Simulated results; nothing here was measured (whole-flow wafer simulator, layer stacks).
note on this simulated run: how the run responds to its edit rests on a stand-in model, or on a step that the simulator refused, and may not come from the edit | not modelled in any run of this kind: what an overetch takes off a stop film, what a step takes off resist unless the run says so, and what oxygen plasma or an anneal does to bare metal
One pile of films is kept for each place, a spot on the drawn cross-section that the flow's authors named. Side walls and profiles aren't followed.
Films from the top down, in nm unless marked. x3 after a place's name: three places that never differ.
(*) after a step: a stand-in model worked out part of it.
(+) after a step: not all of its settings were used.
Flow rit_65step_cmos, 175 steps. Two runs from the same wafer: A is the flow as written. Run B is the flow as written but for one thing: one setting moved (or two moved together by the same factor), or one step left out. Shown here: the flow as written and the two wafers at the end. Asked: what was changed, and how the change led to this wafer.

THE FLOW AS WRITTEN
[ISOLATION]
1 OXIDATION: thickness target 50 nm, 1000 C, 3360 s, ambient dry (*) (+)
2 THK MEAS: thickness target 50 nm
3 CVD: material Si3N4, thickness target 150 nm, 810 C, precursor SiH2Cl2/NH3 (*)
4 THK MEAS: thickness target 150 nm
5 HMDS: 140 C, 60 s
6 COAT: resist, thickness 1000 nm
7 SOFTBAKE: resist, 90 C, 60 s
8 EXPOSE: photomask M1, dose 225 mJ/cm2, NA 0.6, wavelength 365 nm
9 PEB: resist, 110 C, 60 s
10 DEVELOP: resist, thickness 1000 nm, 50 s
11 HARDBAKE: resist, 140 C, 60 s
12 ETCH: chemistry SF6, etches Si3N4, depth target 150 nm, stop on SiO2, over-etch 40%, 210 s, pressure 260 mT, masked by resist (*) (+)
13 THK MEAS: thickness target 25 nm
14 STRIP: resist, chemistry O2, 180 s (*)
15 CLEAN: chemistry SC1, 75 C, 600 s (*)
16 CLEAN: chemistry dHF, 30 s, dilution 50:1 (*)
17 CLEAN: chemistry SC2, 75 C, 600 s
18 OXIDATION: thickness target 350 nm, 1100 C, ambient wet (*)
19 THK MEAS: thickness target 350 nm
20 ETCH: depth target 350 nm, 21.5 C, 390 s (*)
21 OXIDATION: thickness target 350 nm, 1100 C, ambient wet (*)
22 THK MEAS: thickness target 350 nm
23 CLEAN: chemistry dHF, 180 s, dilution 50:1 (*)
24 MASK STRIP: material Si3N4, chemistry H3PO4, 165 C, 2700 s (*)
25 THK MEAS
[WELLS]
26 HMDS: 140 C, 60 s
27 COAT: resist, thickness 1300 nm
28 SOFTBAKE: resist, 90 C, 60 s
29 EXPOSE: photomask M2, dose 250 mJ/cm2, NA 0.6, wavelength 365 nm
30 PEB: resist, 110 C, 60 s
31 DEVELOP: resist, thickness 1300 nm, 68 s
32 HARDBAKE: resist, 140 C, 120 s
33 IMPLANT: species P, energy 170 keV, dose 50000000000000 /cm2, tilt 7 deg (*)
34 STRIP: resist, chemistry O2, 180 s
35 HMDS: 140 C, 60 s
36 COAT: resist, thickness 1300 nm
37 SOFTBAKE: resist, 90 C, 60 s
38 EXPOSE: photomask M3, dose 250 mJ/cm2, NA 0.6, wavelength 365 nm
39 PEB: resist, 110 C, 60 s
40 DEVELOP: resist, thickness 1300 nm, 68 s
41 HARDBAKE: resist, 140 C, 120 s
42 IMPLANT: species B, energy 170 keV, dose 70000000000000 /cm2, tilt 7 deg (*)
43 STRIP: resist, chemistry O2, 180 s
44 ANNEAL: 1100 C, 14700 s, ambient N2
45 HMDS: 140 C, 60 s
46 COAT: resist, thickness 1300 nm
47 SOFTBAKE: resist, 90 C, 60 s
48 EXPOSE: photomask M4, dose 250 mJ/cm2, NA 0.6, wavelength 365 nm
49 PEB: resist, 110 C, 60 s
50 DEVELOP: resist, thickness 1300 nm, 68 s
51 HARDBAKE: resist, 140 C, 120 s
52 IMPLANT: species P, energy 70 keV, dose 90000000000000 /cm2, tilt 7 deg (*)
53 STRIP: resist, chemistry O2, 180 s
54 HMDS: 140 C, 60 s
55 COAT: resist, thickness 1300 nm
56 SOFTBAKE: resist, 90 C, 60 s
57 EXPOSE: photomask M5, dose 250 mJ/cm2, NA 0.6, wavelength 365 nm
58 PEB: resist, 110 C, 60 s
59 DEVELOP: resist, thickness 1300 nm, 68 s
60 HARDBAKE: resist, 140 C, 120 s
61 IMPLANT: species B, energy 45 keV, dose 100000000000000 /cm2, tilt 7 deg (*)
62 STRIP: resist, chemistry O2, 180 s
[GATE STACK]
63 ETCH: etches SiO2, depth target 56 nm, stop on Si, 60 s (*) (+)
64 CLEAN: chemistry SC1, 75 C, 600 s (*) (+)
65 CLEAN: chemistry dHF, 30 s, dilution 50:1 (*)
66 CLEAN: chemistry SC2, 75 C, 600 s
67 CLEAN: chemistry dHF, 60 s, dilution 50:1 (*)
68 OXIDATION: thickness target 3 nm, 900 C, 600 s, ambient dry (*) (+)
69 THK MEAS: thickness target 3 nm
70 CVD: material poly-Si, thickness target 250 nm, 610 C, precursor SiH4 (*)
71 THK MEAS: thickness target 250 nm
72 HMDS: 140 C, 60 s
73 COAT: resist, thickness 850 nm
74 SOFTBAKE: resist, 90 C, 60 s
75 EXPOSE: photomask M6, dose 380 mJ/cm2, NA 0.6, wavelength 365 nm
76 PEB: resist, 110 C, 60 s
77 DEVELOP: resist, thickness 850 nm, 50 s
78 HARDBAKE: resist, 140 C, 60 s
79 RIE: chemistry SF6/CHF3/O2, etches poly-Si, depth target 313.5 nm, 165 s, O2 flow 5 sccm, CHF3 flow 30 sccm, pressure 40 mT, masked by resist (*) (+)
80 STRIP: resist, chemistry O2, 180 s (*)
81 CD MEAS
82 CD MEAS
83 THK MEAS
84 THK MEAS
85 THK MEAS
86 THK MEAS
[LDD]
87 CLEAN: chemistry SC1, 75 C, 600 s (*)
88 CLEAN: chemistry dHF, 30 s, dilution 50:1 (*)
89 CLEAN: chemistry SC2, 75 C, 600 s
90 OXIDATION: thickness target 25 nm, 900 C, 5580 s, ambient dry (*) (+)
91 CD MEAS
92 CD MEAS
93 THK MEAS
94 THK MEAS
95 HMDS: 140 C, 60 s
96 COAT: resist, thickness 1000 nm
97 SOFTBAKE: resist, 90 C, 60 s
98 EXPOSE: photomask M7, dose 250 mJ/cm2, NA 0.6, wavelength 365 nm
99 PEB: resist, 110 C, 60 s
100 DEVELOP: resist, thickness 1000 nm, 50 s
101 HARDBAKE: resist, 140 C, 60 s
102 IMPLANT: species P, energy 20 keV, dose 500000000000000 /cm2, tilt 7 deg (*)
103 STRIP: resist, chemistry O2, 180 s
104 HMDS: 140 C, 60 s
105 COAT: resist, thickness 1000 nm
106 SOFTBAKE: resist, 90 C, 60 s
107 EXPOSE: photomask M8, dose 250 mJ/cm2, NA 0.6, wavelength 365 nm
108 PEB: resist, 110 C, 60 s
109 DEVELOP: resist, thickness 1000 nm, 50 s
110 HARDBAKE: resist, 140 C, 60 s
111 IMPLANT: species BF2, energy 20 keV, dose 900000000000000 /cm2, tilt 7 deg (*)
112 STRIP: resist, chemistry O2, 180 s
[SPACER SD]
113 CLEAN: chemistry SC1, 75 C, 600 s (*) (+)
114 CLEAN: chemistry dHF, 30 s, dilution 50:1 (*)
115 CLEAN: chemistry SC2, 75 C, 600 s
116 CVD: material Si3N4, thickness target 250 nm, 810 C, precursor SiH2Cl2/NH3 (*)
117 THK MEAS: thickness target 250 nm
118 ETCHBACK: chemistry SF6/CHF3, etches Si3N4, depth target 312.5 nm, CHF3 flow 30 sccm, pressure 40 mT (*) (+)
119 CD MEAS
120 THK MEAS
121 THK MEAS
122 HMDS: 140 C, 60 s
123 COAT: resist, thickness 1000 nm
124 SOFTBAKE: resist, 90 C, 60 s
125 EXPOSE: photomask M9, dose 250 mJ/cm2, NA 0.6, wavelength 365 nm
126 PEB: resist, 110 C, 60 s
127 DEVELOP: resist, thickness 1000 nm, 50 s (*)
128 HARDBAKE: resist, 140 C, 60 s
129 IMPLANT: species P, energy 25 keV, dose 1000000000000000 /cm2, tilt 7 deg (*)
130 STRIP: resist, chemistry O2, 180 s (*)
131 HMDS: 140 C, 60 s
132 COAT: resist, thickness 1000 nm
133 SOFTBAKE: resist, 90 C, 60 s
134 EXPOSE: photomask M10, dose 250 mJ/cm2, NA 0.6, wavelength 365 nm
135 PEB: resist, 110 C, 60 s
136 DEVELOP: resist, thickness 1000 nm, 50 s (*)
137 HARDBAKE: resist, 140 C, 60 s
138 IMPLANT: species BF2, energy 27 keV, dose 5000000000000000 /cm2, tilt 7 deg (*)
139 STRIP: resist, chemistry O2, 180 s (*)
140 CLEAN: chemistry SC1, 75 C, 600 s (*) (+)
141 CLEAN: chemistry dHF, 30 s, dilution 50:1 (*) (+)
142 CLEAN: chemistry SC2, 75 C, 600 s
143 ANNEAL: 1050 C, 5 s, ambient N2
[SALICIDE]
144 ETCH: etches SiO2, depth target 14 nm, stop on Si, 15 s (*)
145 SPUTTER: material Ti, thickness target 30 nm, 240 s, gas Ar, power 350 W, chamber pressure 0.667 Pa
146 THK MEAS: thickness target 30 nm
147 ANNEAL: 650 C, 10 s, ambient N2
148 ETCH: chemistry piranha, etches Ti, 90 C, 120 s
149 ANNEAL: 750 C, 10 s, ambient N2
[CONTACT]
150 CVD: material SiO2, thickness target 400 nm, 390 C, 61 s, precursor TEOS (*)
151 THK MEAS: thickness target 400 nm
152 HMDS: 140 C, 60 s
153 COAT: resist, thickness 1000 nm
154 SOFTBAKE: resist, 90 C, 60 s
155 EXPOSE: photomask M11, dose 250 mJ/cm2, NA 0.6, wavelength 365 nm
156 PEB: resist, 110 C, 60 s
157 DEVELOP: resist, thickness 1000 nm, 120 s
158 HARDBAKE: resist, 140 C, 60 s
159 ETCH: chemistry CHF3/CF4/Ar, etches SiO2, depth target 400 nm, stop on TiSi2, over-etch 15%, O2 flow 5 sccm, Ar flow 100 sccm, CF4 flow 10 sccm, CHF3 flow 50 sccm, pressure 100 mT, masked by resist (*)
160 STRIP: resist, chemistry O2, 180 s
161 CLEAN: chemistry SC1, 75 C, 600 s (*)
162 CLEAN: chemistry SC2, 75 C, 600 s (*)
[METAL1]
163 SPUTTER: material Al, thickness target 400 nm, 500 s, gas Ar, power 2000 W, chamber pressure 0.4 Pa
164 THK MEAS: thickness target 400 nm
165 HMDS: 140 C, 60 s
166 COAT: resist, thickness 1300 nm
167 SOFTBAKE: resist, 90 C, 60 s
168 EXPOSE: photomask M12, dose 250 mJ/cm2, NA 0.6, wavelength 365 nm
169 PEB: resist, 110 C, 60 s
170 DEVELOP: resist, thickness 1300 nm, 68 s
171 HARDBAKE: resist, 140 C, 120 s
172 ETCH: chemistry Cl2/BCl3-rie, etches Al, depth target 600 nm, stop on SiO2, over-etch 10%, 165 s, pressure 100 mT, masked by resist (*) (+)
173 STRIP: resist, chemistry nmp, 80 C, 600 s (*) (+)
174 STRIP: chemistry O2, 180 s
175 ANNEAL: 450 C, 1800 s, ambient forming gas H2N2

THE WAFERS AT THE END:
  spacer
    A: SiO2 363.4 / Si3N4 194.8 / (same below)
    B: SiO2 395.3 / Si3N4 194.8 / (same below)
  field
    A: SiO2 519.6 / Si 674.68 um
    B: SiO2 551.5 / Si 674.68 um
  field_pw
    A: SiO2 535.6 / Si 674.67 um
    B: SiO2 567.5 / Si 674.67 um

The cause: step 163, SPUTTER: thickness target 655 nm was run, where the flow has thickness target 400 nm; step 163, SPUTTER: 818 s was run, where the flow has 500 s.

How the change led to this, step by step:
  163 SPUTTER: material Al, thickness target 400 nm, 500 s, gas Ar, power 2000 W, chamber pressure 0.4 Pa
      field, field_pw, field_p, spacer, spacer_p: A Al +400 (new film) | B Al +655 (new film)
      gate_n, gate_p: A Al +396 (new film) | B Al +579.3 (new film)
      (and at 1 more place)
  166 COAT: resist, thickness 1300 nm
      gate_n: A resist +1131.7 (new film) | B resist +1206.3 (new film)
      gate_p: A resist +1135.6 (new film) | B resist +1209.5 (new film)
  169 PEB: resist, 110 C, 60 s
      gate_n: A resist -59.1 | B resist -63.2
      gate_p: A resist -59.3 | B resist -63.4
  170 DEVELOP: resist, thickness 1300 nm, 68 s
      gate_n: A resist -1072.6 (all of it) | B resist -1143.1 (all of it)
      gate_p: A resist -1076.3 (all of it) | B resist -1146.1 (all of it)
  172 ETCH: chemistry Cl2/BCl3-rie, etches Al, depth target 600 nm, stop on SiO2, over-etch 10%, 165 s, pressure 100 mT, masked by resist (*) (+)
      field, field_pw, field_p, spacer, spacer_p: A Al -400 (all of it), SiO2 -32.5 | B Al -655 (all of it), SiO2 -0.62
      gate_n, gate_p: A Al -396 (all of it), SiO2 -33 | B Al -579.3 (all of it), SiO2 -10.1
      (and at 1 more place)
